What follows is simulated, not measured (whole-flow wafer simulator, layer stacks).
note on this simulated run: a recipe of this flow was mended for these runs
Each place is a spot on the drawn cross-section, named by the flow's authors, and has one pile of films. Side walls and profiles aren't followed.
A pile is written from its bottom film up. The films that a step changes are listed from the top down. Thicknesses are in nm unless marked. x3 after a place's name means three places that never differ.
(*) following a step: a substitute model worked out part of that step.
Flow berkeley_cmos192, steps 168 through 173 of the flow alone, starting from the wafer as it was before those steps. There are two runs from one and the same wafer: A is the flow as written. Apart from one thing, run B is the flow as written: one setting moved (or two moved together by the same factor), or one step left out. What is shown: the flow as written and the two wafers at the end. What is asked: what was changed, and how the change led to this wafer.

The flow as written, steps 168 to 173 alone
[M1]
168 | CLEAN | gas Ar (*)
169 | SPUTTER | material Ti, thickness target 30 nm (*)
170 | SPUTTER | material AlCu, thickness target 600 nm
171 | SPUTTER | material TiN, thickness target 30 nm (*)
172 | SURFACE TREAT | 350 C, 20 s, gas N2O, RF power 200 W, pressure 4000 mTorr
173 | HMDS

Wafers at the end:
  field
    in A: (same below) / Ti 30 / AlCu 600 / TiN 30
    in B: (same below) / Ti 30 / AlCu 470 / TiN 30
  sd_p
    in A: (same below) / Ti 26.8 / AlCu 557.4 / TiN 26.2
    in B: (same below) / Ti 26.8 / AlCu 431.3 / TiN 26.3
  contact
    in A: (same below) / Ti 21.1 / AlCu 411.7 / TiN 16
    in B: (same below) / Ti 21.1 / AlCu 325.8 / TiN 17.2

What caused this: step 170, SPUTTER: thickness target 470 nm was run, whereas the flow has thickness target 600 nm.
One can read it off the wafer: field has AlCu 470, and step 170 as written asks for 600 nm.

The path from the change to this, step by step:
  170 | SPUTTER | material AlCu, thickness target 600 nm
      field, sd_n, spacer_n, gate, spacer_p, gate_p, m1: A +600 AlCu (new film) | B +470 AlCu (new film)
      sd_p: A +557.4 AlCu (new film) | B +431.3 AlCu (new film)
      (and at 1 other place as well)
  171 | SPUTTER | material TiN, thickness target 30 nm (*)
      contact: A +16 TiN (new film) | B +17.2 TiN (new film)
